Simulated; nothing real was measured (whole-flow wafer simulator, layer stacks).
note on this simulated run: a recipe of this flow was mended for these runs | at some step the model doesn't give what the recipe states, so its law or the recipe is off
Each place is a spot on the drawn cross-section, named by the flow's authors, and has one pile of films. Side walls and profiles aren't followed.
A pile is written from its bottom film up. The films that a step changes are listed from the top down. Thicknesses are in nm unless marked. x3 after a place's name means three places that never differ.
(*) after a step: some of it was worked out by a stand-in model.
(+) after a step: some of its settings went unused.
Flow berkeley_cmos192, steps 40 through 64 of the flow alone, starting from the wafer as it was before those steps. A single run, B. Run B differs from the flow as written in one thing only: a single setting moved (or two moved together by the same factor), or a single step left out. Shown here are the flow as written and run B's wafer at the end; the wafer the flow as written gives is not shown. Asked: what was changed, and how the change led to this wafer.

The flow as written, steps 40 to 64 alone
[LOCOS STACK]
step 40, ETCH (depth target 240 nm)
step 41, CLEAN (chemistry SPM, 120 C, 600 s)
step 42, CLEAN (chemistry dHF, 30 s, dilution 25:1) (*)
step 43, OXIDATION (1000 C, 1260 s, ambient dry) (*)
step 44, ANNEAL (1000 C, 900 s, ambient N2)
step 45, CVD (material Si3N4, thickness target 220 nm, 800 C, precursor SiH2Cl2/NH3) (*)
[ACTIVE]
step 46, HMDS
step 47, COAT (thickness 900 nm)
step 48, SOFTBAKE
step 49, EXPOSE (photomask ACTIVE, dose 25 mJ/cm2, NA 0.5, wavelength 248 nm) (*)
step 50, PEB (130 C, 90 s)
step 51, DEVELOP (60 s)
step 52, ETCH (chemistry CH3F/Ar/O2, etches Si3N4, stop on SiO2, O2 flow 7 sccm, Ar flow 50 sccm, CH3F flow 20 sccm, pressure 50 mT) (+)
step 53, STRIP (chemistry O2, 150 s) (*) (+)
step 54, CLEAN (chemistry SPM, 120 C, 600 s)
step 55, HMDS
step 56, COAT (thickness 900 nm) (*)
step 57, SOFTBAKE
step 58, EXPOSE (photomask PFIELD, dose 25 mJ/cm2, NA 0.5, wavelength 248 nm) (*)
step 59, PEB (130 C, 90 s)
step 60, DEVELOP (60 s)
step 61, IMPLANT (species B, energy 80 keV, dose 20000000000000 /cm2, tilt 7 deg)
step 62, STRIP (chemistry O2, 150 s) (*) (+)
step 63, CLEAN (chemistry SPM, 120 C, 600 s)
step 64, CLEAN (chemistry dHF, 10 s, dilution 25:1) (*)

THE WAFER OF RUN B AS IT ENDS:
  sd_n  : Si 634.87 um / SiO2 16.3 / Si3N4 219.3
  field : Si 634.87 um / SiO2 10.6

The reason: step 43, OXIDATION: 504 s was run, though the flow has 1260 s.

The path from the change to this, step by step:
  step 43, OXIDATION (1000 C, 1260 s, ambient dry) (*)
      field, sd_n, spacer_n and 6 more: SiO2 gains 16.3 (new film), Si loses 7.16 (as written it would have been: SiO2 gains 26.6 (new film), Si loses 11.7)
